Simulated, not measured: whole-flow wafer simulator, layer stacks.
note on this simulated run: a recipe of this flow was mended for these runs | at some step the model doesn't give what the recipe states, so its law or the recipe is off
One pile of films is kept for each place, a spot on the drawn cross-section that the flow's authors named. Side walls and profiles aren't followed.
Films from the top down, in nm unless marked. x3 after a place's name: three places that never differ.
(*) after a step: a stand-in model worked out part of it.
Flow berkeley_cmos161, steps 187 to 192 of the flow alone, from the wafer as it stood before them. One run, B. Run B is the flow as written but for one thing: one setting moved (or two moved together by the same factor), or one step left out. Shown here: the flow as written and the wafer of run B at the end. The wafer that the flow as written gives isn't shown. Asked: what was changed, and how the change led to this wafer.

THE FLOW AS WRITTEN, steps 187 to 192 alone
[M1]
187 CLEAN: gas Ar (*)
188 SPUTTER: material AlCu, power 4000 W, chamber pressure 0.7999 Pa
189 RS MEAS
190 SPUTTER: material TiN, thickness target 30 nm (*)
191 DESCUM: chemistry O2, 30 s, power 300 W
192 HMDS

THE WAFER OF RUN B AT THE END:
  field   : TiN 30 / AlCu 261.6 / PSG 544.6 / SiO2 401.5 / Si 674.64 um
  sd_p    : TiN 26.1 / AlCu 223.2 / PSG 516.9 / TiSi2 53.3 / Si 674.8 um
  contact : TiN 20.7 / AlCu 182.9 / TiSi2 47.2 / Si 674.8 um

The cause: step 188, SPUTTER: power 3787 W was run, where the flow has power 4000 W.

How the change led to this, step by step:
  188 SPUTTER: material AlCu, power 4000 W, chamber pressure 0.7999 Pa
      field, sd_n, spacer_n, gate_n, spacer_p, gate_p, m1: AlCu +261.6 (new film) (as written it would be: AlCu +275.8 (new film))
      sd_p: AlCu +223.2 (new film) (as written it would be: AlCu +235.4 (new film))
      (and at 1 more place)
